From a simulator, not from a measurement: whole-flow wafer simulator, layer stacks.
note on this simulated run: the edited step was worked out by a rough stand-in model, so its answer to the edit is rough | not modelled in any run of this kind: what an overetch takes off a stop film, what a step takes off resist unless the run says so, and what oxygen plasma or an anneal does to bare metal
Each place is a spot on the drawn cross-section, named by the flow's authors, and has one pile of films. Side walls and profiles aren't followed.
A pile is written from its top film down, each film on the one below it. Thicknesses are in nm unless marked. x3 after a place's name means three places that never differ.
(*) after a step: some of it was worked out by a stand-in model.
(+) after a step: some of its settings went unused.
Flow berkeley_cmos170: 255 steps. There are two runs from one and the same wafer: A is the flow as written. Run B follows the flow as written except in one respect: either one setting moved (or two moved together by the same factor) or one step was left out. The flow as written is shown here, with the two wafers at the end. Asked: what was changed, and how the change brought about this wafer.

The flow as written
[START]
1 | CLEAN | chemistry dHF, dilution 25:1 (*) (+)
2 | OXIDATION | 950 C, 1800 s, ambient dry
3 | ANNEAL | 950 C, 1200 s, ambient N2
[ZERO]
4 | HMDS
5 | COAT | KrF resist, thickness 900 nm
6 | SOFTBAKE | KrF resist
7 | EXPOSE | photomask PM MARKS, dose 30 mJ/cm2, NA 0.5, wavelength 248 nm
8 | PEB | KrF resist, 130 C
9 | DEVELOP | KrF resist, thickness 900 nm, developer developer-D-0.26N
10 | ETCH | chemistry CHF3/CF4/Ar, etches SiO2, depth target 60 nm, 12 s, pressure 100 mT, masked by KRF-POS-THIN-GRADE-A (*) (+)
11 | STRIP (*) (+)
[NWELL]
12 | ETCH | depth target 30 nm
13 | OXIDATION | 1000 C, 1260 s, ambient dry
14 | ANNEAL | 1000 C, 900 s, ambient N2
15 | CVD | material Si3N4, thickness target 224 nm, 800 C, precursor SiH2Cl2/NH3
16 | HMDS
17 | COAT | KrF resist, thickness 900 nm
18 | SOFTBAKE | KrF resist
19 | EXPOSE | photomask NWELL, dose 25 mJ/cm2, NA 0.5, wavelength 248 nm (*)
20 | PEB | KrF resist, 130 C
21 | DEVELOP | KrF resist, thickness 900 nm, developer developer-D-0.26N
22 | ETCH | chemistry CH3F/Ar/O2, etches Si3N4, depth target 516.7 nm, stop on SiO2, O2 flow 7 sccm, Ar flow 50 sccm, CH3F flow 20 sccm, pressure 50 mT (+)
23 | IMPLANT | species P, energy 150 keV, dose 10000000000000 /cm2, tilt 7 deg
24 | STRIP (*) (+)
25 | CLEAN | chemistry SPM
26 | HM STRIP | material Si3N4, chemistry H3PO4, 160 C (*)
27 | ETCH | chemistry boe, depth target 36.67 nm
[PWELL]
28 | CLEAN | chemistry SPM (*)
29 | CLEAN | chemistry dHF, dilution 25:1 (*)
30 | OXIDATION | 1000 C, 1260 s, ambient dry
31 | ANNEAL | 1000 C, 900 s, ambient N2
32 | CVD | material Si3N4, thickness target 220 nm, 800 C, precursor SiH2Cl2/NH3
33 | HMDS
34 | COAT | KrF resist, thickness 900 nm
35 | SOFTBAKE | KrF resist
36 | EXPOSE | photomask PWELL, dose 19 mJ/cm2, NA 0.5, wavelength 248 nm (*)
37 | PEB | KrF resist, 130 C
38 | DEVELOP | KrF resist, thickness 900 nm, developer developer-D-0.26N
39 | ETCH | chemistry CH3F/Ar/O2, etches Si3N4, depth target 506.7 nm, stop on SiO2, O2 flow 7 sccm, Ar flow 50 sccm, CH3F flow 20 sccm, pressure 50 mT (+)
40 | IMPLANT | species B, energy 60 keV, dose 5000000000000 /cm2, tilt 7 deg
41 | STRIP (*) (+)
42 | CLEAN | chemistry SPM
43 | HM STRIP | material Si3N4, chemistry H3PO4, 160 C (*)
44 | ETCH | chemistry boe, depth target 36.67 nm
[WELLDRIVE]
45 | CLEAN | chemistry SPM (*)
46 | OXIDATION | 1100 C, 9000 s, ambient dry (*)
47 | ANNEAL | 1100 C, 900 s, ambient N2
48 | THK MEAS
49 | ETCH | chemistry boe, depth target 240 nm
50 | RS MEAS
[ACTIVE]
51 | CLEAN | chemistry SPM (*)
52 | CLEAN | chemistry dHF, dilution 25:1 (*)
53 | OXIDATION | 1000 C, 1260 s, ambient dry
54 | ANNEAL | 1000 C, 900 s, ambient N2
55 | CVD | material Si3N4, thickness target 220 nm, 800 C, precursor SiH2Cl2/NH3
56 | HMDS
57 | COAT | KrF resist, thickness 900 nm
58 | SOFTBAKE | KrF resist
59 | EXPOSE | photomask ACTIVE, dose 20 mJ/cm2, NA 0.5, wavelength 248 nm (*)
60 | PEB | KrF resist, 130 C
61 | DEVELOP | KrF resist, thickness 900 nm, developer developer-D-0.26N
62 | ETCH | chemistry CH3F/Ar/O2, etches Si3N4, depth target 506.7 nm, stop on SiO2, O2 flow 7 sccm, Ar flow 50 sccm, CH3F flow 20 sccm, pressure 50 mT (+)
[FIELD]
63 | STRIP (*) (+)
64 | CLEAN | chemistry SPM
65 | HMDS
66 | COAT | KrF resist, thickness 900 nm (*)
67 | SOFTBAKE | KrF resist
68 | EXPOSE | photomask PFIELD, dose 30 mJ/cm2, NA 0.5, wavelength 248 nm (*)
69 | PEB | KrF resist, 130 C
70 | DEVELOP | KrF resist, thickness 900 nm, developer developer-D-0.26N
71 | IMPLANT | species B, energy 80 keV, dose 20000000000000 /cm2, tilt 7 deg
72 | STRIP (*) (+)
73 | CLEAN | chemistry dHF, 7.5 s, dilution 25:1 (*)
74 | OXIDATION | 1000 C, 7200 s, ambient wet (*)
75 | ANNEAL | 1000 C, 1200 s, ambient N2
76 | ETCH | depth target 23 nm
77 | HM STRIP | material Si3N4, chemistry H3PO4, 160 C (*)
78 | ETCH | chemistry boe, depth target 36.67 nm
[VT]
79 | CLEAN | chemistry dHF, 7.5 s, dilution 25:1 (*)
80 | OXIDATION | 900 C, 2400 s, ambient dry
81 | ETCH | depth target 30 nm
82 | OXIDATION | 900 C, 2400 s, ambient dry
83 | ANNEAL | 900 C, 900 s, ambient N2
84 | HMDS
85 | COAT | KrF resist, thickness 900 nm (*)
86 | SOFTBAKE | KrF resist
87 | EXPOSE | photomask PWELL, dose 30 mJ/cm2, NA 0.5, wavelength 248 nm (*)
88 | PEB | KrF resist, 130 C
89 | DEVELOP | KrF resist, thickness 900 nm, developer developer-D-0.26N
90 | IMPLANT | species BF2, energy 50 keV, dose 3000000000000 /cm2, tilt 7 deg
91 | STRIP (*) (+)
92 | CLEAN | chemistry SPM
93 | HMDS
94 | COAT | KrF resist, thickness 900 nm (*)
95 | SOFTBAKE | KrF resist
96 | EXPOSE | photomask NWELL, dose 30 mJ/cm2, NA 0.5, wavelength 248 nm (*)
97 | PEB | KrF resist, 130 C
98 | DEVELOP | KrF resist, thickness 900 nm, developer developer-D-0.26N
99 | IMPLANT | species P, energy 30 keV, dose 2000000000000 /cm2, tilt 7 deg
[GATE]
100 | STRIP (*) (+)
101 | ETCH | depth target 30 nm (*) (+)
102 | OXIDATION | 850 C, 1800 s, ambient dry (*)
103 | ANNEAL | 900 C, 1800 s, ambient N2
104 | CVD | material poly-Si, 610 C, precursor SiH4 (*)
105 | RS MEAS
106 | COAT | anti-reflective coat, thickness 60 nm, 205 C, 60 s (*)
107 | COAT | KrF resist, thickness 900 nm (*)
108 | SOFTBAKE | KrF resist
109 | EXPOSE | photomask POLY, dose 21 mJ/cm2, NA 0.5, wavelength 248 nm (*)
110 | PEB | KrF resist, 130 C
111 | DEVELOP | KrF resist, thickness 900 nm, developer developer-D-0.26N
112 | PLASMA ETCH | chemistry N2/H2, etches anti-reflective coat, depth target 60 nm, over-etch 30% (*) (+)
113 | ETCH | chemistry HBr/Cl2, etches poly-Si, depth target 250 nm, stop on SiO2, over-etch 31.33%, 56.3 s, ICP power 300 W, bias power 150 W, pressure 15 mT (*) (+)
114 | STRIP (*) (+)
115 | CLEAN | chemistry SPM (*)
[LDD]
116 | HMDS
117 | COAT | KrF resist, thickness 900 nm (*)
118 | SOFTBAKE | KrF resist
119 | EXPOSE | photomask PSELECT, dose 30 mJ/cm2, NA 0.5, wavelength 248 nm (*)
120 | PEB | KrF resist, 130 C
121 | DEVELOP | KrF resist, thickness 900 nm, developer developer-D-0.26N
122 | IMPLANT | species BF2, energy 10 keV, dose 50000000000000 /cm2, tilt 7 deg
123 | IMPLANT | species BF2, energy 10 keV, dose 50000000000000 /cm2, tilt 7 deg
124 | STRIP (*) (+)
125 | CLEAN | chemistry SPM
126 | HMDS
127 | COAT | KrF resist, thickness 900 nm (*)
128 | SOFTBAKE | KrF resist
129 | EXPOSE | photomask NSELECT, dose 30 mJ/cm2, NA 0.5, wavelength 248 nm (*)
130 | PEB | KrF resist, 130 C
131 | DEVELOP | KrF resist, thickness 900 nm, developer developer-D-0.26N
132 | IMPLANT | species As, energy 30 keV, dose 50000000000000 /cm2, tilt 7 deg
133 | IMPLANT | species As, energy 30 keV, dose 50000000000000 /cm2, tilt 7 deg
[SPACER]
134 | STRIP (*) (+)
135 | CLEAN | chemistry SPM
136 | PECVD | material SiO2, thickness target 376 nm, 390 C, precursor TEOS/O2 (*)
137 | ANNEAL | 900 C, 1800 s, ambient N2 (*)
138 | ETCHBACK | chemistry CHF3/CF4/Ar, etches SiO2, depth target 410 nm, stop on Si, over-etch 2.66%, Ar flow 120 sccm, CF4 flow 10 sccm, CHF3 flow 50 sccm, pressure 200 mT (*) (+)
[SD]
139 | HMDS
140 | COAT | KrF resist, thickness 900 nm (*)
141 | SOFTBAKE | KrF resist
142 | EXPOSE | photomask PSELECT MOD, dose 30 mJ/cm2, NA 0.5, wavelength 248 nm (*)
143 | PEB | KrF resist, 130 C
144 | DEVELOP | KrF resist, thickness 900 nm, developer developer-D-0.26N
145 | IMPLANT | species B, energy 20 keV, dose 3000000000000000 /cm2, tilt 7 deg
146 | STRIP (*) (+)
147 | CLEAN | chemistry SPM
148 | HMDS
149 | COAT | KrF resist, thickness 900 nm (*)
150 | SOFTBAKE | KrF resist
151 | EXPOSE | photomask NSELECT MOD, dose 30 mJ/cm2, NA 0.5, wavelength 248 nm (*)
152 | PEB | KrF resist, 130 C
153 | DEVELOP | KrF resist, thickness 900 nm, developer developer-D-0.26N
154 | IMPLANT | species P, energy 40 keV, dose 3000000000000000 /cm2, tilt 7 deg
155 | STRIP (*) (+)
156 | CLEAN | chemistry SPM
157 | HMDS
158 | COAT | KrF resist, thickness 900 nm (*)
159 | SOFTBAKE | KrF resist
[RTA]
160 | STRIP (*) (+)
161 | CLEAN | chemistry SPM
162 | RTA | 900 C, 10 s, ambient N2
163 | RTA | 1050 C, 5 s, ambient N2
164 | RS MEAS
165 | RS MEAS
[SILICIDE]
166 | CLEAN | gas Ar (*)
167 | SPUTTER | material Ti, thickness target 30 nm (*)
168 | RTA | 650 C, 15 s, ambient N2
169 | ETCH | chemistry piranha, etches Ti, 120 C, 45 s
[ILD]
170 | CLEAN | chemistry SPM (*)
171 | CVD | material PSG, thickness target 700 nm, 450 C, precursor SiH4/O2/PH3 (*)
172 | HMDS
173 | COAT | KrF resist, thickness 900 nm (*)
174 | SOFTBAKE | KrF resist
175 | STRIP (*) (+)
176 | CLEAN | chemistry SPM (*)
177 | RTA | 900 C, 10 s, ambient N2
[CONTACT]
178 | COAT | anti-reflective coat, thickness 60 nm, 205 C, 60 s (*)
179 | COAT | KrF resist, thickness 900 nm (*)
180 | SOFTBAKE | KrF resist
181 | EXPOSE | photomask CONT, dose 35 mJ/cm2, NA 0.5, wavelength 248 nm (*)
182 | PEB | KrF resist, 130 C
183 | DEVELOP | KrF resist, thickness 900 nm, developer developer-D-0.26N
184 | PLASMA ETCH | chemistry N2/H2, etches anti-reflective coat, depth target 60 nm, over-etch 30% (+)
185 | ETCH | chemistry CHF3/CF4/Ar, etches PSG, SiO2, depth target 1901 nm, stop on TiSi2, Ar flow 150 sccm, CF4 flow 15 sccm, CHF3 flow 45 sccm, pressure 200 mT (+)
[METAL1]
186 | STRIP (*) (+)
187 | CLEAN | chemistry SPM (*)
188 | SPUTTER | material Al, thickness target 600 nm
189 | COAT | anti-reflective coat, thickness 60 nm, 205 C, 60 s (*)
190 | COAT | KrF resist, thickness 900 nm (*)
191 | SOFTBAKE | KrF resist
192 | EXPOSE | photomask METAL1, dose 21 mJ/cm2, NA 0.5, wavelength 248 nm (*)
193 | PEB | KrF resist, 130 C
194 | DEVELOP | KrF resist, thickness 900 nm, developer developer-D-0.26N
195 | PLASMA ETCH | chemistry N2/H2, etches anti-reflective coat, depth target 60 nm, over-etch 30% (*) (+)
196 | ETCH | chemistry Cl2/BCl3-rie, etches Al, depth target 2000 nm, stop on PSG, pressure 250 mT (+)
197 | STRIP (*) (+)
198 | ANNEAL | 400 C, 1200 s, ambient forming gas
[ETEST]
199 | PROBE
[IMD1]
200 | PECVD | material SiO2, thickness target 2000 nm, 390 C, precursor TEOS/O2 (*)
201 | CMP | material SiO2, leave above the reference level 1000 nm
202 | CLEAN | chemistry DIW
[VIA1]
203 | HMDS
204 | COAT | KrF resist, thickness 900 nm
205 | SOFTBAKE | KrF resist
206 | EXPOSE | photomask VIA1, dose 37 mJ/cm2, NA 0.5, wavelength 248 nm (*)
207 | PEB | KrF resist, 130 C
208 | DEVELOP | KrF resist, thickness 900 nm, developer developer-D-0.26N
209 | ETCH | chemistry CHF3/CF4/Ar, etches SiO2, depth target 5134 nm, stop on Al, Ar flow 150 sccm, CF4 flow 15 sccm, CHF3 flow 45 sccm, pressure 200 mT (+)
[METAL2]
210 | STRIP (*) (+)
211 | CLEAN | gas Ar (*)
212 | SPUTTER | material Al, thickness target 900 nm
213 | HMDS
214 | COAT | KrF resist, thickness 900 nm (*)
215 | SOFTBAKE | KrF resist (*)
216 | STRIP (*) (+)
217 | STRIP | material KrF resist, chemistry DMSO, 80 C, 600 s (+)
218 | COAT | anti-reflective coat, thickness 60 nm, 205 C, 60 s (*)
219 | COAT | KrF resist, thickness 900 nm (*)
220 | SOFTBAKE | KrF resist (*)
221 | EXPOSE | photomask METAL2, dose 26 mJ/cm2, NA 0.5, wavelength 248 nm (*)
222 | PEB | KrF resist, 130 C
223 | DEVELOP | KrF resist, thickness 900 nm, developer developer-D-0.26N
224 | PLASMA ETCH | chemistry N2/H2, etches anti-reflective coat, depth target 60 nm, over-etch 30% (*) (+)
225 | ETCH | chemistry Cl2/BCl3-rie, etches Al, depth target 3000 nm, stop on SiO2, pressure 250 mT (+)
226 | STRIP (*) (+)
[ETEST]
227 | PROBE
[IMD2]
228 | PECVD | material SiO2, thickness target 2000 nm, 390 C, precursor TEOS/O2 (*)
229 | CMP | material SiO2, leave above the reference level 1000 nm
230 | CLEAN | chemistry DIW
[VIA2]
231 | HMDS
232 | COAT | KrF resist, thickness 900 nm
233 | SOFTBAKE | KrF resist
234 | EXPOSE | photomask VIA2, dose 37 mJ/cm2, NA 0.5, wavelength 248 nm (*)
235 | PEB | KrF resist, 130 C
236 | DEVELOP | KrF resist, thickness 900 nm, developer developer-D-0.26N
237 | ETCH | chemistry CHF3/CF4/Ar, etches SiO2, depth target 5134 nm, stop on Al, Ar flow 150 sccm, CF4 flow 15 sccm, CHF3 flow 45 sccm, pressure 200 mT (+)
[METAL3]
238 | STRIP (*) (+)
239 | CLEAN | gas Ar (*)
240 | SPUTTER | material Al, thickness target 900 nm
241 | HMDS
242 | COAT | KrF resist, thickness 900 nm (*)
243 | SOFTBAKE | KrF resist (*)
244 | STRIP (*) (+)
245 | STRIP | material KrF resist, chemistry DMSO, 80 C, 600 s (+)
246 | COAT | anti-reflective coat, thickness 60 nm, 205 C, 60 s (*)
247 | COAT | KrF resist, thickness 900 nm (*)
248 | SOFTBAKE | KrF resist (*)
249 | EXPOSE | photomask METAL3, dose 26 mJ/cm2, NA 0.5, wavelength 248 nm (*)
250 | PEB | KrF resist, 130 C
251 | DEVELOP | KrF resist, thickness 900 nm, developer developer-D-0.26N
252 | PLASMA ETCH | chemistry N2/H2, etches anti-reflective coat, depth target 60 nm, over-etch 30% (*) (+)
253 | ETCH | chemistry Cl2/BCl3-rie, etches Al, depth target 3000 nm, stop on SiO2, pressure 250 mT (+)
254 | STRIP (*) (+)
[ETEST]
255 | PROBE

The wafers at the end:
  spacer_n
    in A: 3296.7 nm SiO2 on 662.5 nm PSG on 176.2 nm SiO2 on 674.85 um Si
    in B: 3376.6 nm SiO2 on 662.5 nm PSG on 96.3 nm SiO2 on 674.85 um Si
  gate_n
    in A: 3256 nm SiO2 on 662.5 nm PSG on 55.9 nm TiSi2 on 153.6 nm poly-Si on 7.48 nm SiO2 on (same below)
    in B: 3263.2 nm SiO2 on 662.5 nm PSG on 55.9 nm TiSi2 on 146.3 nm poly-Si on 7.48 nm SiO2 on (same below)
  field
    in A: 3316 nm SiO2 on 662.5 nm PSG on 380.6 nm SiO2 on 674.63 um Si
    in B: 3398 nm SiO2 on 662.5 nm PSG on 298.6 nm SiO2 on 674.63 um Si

The reason: step 138, ETCHBACK: depth target 492 nm was run, whereas the flow has depth target 410 nm.

Step by step, how the change led to this:
  138 | ETCHBACK | chemistry CHF3/CF4/Ar, etches SiO2, depth target 410 nm, stop on Si, over-etch 2.66%, Ar flow 120 sccm, CF4 flow 10 sccm, CHF3 flow 50 sccm, pressure 200 mT (*) (+)
      spacer_n, spacer_p: A SiO2 loses 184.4 | B SiO2 loses 264.3
      gate_n, gate_p: A SiO2 loses 359.1 (all of it), chemical SiO2 loses 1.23 (all of it), poly-Si loses 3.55 | B SiO2 loses 359.1 (all of it), chemical SiO2 loses 1.23 (all of it), poly-Si loses 10.8
      (and at 1 other place as well)
  140 | COAT | KrF resist, thickness 900 nm (*)
      field: A KrF resist gains 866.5 (new film) | B KrF resist gains 884.7 (new film)
      sd_n: A KrF resist gains 985.6 (new film) | B KrF resist gains 942.1 (new film)
      (and at 10 other places as well)
  144 | DEVELOP | KrF resist, thickness 900 nm, developer developer-D-0.26N
      sd_p: A KrF resist loses 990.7 (all of it) | B KrF resist loses 950.6 (all of it)
      spacer_p: A KrF resist loses 817.6 (all of it) | B KrF resist loses 859.5 (all of it)
      (and at 1 other place as well)
  146 | STRIP (*) (+)
      field: A KrF resist loses 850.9 (all of it) | B KrF resist loses 869.1 (all of it)
      sd_n: A chemical SiO2 gains 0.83 (new film), KrF resist loses 969.8 (all of it), Si loses 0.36 | B chemical SiO2 gains 0.82 (new film), KrF resist loses 926.4 (all of it), Si loses 0.36
      (and at 7 other places as well)
  149 | COAT | KrF resist, thickness 900 nm (*)
      field: A KrF resist gains 866.5 (new film) | B KrF resist gains 884.8 (new film)
      sd_n: A KrF resist gains 985.1 (new film) | B KrF resist gains 941.9 (new film)
      (and at 10 other places as well)
  153 | DEVELOP | KrF resist, thickness 900 nm, developer developer-D-0.26N
      sd_n: A KrF resist loses 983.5 (all of it) | B KrF resist loses 940.4 (all of it)
      spacer_n: A KrF resist loses 824.6 (all of it) | B KrF resist loses 862.6 (all of it)
      (and at 2 other places as well)
  155 | STRIP (*) (+)
      gate_p: A KrF resist loses 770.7 (all of it), chemical SiO2 gains 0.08 | B KrF resist loses 739.5 (all of it), chemical SiO2 gains 0.08, poly-Si loses 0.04
      field: A KrF resist loses 850.9 (all of it) | B KrF resist loses 869.2 (all of it)
      (and at 6 other places as well)
  158 | COAT | KrF resist, thickness 900 nm (*)
      field: A KrF resist gains 866.6 (new film) | B KrF resist gains 884.9 (new film)
      sd_n: A KrF resist gains 984.8 (new film) | B KrF resist gains 941.8 (new film)
      (and at 10 other places as well)
  160 | STRIP (*) (+)
      field: A KrF resist loses 866.6 (all of it) | B KrF resist loses 884.9 (all of it)
      sd_n: A KrF resist loses 984.8 (all of it), chemical SiO2 gains 0.07 | B KrF resist loses 941.8 (all of it), chemical SiO2 gains 0.07
      (and at 10 other places as well)
  173 | COAT | KrF resist, thickness 900 nm (*)
      sd_n: A KrF resist gains 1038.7 (new film) | B KrF resist gains 1005.2 (new film)
      spacer_n: A KrF resist gains 873.2 (new film) | B KrF resist gains 919.6 (new film)
      (and at 9 other places as well)
  175 | STRIP (*) (+)
      sd_n: A KrF resist loses 1038.7 (all of it) | B KrF resist loses 1005.2 (all of it)
      spacer_n: A KrF resist loses 873.2 (all of it) | B KrF resist loses 919.6 (all of it)
      (and at 9 other places as well)
  178 | COAT | anti-reflective coat, thickness 60 nm, 205 C, 60 s (*)
      field: A anti-reflective coat gains 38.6 (new film) | B anti-reflective coat gains 36.3 (new film)
      sd_n: A anti-reflective coat gains 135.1 (new film) | B anti-reflective coat gains 95.6 (new film)
      (and at 8 other places as well)
  179 | COAT | KrF resist, thickness 900 nm (*)
      gate_n: A KrF resist gains 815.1 (new film) | B KrF resist gains 784.7 (new film)
      sd_p: A KrF resist gains 964.5 (new film) | B KrF resist gains 927.4 (new film)
      (and at 6 other places as well)
  183 | DEVELOP | KrF resist, thickness 900 nm, developer developer-D-0.26N
      contact: A KrF resist loses 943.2 (all of it) | B KrF resist loses 913.2 (all of it)
  184 | PLASMA ETCH | chemistry N2/H2, etches anti-reflective coat, depth target 60 nm, over-etch 30% (+)
      field, sd_n, spacer_n and 8 more: A KrF resist loses 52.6 | B KrF resist loses 51.3
      contact: A anti-reflective coat loses 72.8 (all of it), PSG loses 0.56 | B anti-reflective coat loses 71 (all of it), PSG loses 0.55
  186 | STRIP (*) (+)
      field: A KrF resist loses 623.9 (all of it), anti-reflective coat loses 38.6 (all of it) | B KrF resist loses 638.9 (all of it), anti-reflective coat loses 36.3 (all of it)
      sd_n: A KrF resist loses 643.8 (all of it), anti-reflective coat loses 135.1 (all of it) | B KrF resist loses 637.8 (all of it), anti-reflective coat loses 95.6 (all of it)
      (and at 9 other places as well)
  ... another 7 steps ...
  201 | CMP | material SiO2, leave above the reference level 1000 nm
      spacer_n, spacer_p: A SiO2 loses 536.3 | B SiO2 loses 456.5
      field: A SiO2 loses 517 | B SiO2 loses 435
